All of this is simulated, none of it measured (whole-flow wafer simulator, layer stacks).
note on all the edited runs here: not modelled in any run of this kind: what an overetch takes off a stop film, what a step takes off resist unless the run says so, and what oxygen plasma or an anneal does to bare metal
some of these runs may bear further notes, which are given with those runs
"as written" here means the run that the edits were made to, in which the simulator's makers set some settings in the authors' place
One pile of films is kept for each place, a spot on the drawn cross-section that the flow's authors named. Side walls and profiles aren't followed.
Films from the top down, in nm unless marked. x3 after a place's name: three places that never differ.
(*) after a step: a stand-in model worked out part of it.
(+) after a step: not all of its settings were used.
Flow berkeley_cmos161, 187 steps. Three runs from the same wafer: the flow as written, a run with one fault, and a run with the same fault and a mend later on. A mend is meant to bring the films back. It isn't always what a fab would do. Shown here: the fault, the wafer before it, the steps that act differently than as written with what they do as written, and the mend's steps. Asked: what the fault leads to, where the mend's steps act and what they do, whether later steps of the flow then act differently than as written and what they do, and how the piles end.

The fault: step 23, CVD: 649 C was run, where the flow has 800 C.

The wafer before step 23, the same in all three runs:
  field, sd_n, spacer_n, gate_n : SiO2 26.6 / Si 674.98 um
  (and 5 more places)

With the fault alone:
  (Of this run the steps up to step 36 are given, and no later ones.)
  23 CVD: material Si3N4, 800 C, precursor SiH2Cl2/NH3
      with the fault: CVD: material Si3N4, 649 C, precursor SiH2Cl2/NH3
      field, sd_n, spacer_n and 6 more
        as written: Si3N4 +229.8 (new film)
        with the fault: Si3N4 +14.3 (new film)
  Later steps of the flow that act differently than as written (1 more step differs only slightly, by at most 2% or 0.5 nm, whichever is larger, and isn't shown):
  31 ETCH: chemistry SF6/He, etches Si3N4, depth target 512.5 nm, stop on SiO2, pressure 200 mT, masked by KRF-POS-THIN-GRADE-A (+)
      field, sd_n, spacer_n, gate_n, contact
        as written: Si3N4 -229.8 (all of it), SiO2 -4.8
        with the fault: Si3N4 -14.3 (all of it), SiO2 -4.8
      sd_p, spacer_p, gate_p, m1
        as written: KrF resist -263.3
        with the fault: KrF resist -29.1
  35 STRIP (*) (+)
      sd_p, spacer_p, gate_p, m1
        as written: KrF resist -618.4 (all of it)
        with the fault: KrF resist -852.4 (all of it)
  After step 36 the piles differ from the flow's by more than 2% or 0.5 nm, whichever is larger, at sd_p, spacer_p, gate_p, m1.
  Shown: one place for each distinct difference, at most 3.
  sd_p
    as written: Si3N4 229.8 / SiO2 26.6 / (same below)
    with the fault: Si3N4 14.3 / SiO2 26.6 / (same below)

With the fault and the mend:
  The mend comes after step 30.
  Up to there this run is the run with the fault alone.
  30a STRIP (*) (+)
      sd_p, spacer_p, gate_p, m1
        KrF resist -882 (all of it)
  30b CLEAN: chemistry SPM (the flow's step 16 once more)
      changes no film at any place that is followed
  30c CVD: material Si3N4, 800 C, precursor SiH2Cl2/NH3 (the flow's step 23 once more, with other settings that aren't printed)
      field, sd_n, spacer_n and 6 more
        Si3N4 +215.5
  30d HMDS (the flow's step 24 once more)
      changes no film at any place that is followed
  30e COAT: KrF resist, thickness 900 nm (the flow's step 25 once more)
      field, sd_n, spacer_n and 6 more
        KrF resist +900 (new film)
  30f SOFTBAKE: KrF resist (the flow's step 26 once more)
      changes no film at any place that is followed
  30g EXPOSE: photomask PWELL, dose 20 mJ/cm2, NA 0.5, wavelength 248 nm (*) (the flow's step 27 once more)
      changes no film at any place that is followed
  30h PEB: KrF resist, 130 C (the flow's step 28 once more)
      field, sd_n, spacer_n and 6 more
        KrF resist -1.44
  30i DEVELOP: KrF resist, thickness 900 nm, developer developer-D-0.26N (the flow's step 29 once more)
      field, sd_n, spacer_n, gate_n, contact
        KrF resist -898.6 (all of it)
      sd_p, spacer_p, gate_p, m1
        KrF resist -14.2
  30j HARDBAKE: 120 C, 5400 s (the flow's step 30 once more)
      sd_p, spacer_p, gate_p, m1
        KrF resist -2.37
  No later step of the flow acts differently than as written at any place that is followed.
  At the end the piles are the same as the flow's at every place that both follow.
